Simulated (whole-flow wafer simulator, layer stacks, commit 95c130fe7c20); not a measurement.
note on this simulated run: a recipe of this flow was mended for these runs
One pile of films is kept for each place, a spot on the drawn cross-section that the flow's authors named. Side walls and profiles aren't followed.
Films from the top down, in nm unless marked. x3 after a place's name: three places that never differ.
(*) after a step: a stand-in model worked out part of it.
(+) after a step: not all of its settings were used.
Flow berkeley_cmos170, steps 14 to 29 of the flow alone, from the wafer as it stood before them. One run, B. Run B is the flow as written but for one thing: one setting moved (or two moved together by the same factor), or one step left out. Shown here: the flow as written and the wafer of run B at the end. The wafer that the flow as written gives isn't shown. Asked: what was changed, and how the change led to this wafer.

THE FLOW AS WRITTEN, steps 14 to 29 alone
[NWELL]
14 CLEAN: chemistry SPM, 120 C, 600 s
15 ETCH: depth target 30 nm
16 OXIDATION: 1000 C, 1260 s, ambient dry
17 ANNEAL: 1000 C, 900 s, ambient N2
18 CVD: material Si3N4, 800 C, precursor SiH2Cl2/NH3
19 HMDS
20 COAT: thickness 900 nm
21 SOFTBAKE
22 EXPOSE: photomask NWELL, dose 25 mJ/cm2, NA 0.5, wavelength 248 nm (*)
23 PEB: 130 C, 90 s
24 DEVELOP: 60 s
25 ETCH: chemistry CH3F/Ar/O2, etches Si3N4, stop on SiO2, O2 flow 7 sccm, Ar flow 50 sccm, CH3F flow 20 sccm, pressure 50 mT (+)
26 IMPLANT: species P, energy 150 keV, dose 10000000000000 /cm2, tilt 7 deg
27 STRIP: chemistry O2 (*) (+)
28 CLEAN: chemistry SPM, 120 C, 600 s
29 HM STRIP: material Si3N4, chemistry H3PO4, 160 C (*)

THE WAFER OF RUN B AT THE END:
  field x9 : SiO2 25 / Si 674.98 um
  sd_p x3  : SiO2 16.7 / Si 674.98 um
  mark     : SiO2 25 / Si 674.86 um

The cause: step 29, HM STRIP: 149 C was run, where the flow has 160 C.

How the change led to this, step by step:
  29 HM STRIP: material Si3N4, chemistry H3PO4, 160 C (*)
      field x9, mark: Si3N4 -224 (all of it), SiO2 -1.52 (as written it would be: Si3N4 -224 (all of it), SiO2 -7)
      sd_p x3: SiO2 -6.17 (as written it would be: SiO2 -14.2)
